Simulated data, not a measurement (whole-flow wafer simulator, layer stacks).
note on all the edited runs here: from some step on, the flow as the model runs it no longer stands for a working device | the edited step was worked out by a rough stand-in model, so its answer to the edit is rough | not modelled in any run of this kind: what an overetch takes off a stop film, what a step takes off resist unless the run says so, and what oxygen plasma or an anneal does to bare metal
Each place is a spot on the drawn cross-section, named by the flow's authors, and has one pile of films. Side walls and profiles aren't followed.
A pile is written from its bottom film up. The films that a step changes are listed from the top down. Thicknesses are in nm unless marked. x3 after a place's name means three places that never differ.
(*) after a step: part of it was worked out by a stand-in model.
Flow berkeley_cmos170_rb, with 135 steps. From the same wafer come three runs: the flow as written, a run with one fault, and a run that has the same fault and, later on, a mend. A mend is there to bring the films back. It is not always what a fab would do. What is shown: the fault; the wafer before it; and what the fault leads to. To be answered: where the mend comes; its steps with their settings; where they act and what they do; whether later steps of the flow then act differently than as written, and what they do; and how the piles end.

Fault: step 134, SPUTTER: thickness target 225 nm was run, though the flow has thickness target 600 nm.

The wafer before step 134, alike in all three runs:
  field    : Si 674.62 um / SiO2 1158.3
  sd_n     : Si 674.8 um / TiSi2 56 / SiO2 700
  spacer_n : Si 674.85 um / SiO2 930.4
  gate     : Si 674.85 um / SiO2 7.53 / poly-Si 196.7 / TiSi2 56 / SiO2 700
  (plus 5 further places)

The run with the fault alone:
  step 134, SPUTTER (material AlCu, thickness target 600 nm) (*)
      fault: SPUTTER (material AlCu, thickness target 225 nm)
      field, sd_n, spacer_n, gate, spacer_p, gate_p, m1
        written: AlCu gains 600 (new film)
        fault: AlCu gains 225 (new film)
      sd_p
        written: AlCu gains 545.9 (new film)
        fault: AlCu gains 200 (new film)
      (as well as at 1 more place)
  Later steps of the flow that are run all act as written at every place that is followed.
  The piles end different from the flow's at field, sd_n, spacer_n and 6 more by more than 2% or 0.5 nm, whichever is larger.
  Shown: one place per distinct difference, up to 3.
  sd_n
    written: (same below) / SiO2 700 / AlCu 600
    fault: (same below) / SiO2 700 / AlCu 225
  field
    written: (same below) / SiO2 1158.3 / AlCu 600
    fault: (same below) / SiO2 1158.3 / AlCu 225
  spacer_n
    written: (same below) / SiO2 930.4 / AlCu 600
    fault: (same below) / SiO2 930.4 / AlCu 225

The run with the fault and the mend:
  The mend follows step 134.
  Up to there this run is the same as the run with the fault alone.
  step 134a, ETCH (chemistry al pan, depth target 258.6 nm)
      field, sd_n, spacer_n, gate, spacer_p, gate_p, m1
        AlCu loses 225 (all of it)
      sd_p
        AlCu loses 200 (all of it)
      contact
        AlCu loses 159.8 (all of it)
  step 134b, SPUTTER (material AlCu, thickness target 600 nm) (*) (the flow's step 134 again)
      field, sd_n, spacer_n, gate, spacer_p, gate_p, m1
        AlCu gains 600 (new film)
      sd_p
        AlCu gains 545.9 (new film)
      contact
        AlCu gains 415.1 (new film)
  Later steps of the flow that are run all act as written at every place that is followed.
  The piles end the same as the flow's at every place that both follow.
